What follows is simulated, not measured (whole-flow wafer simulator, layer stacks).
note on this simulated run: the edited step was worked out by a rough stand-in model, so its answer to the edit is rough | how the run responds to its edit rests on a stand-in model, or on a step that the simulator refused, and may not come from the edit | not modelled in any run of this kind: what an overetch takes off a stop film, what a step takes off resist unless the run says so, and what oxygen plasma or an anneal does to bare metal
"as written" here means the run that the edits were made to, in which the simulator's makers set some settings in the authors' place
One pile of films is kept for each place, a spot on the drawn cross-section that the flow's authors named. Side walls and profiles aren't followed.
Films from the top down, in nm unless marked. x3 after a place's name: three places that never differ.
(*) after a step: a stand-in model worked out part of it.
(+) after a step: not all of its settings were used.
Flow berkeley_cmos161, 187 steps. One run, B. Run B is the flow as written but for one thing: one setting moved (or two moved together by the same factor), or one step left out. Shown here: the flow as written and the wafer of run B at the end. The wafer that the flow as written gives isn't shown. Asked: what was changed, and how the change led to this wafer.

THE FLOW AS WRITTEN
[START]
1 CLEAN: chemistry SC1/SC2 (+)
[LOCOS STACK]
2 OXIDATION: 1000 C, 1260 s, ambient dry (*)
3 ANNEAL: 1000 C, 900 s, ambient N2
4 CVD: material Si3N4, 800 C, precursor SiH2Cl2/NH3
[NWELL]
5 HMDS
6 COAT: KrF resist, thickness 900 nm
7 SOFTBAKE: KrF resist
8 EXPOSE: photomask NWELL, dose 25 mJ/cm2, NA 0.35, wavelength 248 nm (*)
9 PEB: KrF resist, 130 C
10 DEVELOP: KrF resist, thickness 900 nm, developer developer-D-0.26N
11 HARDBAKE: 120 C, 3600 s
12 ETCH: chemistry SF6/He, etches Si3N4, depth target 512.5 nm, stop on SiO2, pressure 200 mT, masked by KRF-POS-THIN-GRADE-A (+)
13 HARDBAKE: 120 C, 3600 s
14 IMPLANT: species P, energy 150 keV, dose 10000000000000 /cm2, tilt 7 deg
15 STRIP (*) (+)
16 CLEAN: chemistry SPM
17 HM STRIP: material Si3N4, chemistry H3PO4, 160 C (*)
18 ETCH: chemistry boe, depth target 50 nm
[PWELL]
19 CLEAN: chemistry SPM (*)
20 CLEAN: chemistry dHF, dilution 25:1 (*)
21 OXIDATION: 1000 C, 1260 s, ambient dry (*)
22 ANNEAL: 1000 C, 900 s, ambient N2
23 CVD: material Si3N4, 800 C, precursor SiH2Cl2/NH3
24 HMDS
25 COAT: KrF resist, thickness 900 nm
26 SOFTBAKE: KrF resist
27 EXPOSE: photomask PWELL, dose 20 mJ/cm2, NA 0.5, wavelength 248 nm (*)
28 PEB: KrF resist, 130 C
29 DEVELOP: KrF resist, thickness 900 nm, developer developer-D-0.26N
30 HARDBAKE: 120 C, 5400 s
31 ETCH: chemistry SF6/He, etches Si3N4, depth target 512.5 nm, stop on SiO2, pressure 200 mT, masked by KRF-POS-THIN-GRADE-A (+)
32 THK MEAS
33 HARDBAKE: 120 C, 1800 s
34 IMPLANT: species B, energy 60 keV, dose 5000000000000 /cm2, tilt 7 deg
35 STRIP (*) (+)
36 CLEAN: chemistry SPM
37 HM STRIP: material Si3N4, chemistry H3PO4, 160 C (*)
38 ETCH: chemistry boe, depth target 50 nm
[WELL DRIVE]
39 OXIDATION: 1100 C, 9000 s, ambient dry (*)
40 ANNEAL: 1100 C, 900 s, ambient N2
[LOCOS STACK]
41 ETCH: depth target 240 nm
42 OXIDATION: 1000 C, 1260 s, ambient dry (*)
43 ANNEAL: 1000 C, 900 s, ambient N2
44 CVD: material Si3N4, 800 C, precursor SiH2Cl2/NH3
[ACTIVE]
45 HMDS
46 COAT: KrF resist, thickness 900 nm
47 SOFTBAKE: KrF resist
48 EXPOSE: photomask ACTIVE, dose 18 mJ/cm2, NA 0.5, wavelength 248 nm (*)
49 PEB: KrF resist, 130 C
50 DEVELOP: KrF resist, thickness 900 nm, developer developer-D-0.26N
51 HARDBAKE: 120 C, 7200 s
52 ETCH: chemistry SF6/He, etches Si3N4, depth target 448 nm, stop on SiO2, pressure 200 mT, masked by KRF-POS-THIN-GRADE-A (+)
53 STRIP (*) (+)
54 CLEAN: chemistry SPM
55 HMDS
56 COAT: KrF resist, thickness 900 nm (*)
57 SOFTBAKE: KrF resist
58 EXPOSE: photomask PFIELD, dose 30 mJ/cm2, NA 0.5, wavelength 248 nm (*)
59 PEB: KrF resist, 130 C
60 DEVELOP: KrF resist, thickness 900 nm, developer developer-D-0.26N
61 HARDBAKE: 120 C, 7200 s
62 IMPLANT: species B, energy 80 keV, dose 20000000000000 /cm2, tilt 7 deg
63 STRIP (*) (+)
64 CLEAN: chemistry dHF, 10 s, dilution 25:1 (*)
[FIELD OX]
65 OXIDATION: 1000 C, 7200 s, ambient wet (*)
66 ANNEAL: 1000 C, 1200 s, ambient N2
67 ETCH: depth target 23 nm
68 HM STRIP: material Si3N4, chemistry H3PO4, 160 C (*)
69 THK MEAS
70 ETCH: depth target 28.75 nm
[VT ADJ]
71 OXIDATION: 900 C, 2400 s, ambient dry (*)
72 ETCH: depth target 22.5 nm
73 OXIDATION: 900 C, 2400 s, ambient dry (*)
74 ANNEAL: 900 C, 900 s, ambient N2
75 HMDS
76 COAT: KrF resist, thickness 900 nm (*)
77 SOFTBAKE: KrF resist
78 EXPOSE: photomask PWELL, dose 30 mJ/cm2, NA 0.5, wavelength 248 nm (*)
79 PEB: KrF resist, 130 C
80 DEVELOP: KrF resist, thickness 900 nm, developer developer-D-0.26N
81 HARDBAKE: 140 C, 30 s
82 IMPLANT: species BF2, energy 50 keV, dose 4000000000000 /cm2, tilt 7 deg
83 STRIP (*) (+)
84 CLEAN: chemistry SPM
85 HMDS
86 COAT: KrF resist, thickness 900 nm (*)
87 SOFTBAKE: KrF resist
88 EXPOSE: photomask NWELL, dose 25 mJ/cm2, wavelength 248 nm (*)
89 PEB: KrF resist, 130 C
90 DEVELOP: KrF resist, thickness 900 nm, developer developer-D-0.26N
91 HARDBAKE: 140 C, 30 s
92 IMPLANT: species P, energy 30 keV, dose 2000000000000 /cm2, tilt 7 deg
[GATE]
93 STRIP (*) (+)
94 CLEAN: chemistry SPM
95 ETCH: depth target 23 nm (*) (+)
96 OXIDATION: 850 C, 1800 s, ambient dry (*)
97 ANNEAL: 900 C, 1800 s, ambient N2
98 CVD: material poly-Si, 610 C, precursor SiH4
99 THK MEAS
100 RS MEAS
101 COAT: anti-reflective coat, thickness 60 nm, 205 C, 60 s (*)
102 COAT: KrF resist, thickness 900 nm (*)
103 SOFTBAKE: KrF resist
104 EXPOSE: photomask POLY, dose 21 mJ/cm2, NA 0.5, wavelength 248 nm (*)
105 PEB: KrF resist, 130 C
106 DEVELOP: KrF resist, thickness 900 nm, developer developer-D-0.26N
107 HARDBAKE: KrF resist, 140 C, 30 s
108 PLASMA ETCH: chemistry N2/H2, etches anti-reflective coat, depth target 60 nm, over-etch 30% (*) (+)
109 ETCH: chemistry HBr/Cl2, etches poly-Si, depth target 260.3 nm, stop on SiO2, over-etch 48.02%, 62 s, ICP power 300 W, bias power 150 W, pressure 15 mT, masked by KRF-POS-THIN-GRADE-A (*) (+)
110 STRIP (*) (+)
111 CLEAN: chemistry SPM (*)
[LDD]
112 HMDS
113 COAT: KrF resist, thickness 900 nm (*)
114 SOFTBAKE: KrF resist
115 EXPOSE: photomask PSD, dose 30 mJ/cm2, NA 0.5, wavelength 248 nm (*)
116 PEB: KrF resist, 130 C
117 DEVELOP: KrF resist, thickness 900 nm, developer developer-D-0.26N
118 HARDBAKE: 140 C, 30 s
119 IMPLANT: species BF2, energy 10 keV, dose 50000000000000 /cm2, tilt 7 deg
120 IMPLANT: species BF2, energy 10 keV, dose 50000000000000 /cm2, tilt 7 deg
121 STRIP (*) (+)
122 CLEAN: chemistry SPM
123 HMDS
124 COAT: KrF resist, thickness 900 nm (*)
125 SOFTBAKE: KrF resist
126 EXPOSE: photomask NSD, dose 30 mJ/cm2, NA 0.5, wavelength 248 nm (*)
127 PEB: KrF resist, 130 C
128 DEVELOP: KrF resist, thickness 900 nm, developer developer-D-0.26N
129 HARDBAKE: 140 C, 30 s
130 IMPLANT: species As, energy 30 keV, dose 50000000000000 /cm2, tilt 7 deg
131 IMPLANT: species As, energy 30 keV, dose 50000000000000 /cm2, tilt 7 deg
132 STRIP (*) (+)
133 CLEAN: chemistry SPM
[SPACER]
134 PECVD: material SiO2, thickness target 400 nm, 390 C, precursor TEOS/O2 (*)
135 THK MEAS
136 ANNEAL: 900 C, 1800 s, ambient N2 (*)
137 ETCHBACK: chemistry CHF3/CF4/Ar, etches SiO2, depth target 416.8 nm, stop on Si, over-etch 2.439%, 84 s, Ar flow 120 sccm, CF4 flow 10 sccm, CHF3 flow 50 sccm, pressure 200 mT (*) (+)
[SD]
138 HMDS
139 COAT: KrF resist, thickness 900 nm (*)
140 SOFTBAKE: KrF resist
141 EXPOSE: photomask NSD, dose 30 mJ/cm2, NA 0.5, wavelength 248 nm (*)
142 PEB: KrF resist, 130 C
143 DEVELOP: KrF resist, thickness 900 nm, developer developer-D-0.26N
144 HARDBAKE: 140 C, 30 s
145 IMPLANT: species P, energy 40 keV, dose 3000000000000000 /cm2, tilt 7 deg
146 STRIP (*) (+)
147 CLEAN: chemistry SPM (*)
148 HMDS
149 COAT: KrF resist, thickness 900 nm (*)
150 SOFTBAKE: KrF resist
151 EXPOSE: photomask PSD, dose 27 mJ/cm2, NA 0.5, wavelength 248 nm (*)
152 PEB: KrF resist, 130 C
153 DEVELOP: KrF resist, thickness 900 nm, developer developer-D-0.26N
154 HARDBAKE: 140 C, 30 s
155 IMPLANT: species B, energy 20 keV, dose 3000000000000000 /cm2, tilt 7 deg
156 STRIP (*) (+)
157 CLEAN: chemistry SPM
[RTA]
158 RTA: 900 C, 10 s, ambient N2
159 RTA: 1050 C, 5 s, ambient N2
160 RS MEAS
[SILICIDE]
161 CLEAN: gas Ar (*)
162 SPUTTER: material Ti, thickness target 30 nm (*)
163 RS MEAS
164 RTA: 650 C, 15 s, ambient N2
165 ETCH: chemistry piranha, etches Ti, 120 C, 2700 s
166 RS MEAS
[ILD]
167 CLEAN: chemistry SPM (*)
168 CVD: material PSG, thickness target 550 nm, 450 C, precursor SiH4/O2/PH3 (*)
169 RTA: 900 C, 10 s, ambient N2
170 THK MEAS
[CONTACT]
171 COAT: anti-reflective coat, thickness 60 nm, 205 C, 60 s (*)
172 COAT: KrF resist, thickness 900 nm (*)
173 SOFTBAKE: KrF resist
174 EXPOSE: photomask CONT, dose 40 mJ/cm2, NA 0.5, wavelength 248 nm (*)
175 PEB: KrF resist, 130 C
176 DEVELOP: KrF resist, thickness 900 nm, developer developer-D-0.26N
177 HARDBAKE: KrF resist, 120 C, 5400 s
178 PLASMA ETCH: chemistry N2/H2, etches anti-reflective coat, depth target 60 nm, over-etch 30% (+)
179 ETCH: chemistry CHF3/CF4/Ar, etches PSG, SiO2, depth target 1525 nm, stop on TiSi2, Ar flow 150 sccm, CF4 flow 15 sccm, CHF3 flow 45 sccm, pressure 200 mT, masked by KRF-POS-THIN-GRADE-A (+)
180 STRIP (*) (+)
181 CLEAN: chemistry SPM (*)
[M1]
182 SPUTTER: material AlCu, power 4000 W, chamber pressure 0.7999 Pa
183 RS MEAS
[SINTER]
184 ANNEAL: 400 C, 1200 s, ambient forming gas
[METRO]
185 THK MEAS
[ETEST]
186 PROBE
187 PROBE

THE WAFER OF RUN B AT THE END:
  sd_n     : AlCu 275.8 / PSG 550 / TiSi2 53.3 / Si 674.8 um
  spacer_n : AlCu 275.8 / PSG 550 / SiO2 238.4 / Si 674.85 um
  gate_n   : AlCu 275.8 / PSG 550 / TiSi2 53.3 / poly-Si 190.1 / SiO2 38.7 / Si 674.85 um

The cause: step 96, OXIDATION: 1020 C was run, where the flow has 850 C.

How the change led to this, step by step:
  96 OXIDATION: 850 C, 1800 s, ambient dry (*)
      sd_n, spacer_n, gate_n, sd_p, spacer_p, gate_p, contact, m1: SiO2 +38.7 (new film), Si -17 (as written it would be: SiO2 +7.48 (new film), Si -3.29)
      field: SiO2 +5.53, Si -2.43 (as written it would be: SiO2 +0.49, Si -0.22)
  101 COAT: anti-reflective coat, thickness 60 nm, 205 C, 60 s (*)
      sd_n: anti-reflective coat +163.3 (new film) (as written it would be: anti-reflective coat +173.5 (new film))
      spacer_n: anti-reflective coat +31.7 (new film) (as written it would be: anti-reflective coat +28.7 (new film))
      (and at 6 more places)
  108 PLASMA ETCH: chemistry N2/H2, etches anti-reflective coat, depth target 60 nm, over-etch 30% (*) (+)
      sd_n: anti-reflective coat -163.3 (all of it), poly-Si -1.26 (as written it would be: anti-reflective coat -173.5 (all of it), poly-Si -1.33)
      spacer_n: anti-reflective coat -31.7 (all of it), poly-Si -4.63 (as written it would be: anti-reflective coat -28.7 (all of it), poly-Si -5.05)
      (and at 4 more places)
  110 STRIP (*) (+)
      gate_n: chemical SiO2 +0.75 (new film), KrF resist -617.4 (all of it), anti-reflective coat -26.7 (all of it), poly-Si -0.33 (as written it would be: chemical SiO2 +0.75 (new film), KrF resist -626.8 (all of it), anti-reflective coat -23.7 (all of it), poly-Si -0.33)
      gate_p: chemical SiO2 +0.75 (new film), KrF resist -592.3 (all of it), anti-reflective coat -29.6 (all of it), poly-Si -0.33 (as written it would be: chemical SiO2 +0.75 (new film), KrF resist -598.2 (all of it), anti-reflective coat -27.9 (all of it), poly-Si -0.33)
  137 ETCHBACK: chemistry CHF3/CF4/Ar, etches SiO2, depth target 416.8 nm, stop on Si, over-etch 2.439%, 84 s, Ar flow 120 sccm, CF4 flow 10 sccm, CHF3 flow 50 sccm, pressure 200 mT (*) (+)
      sd_n: SiO2 -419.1 (all of it) (as written it would be: SiO2 -387.9 (all of it))
      sd_p: SiO2 -404.5 (all of it) (as written it would be: SiO2 -373.4 (all of it))
      (and at 2 more places)
  139 COAT: KrF resist, thickness 900 nm (*)
      spacer_n: KrF resist +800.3 (new film) (as written it would be: KrF resist +816.8 (new film))
      gate_n: KrF resist +764.8 (new film) (as written it would be: KrF resist +780.8 (new film))
      (and at 2 more places)
  143 DEVELOP: KrF resist, thickness 900 nm, developer developer-D-0.26N
      spacer_n: KrF resist -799 (all of it) (as written it would be: KrF resist -815.5 (all of it))
      gate_n: KrF resist -763.6 (all of it) (as written it would be: KrF resist -779.6 (all of it))
  144 HARDBAKE: 140 C, 30 s
      spacer_p: KrF resist -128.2 (as written it would be: KrF resist -131)
      gate_p: KrF resist -122.4 (as written it would be: KrF resist -125.1)
  146 STRIP (*) (+)
      spacer_p: KrF resist -649 (all of it) (as written it would be: KrF resist -663.4 (all of it))
      gate_p: chemical SiO2 +0.8 (new film), KrF resist -619.2 (all of it), poly-Si -0.35 (as written it would be: chemical SiO2 +0.8 (new film), KrF resist -633.2 (all of it), poly-Si -0.35)
  149 COAT: KrF resist, thickness 900 nm (*)
      spacer_n: KrF resist +800.4 (new film) (as written it would be: KrF resist +817.1 (new film))
      gate_n: KrF resist +764.3 (new film) (as written it would be: KrF resist +780.5 (new film))
      (and at 2 more places)
  153 DEVELOP: KrF resist, thickness 900 nm, developer developer-D-0.26N
      spacer_p: KrF resist -791.6 (all of it) (as written it would be: KrF resist -808.8 (all of it))
      gate_p: KrF resist -755.6 (all of it) (as written it would be: KrF resist -772.3 (all of it))
  154 HARDBAKE: 140 C, 30 s
      spacer_n: KrF resist -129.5 (as written it would be: KrF resist -132.2)
      gate_n: KrF resist -123.6 (as written it would be: KrF resist -126.2)
  156 STRIP (*) (+)
      spacer_n: KrF resist -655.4 (all of it) (as written it would be: KrF resist -669.4 (all of it))
      gate_n: KrF resist -625.3 (all of it), chemical SiO2 +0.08 (as written it would be: KrF resist -638.8 (all of it), chemical SiO2 +0.08)
  171 COAT: anti-reflective coat, thickness 60 nm, 205 C, 60 s (*)
      sd_n: anti-reflective coat +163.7 (new film) (as written it would be: anti-reflective coat +149.7 (new film))
      gate_n: anti-reflective coat +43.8 (new film) (as written it would be: anti-reflective coat +46.1 (new film))
      (and at 3 more places)
  172 COAT: KrF resist, thickness 900 nm (*)
      spacer_p: KrF resist +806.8 (new film) (as written it would be: KrF resist +823.5 (new film))
  180 STRIP (*) (+)
      sd_n: KrF resist -689.6 (all of it), anti-reflective coat -163.7 (all of it) (as written it would be: KrF resist -692.5 (all of it), anti-reflective coat -149.7 (all of it))
      gate_n: KrF resist -579.4 (all of it), anti-reflective coat -43.8 (all of it) (as written it would be: KrF resist -589.4 (all of it), anti-reflective coat -46.1 (all of it))
      (and at 4 more places)
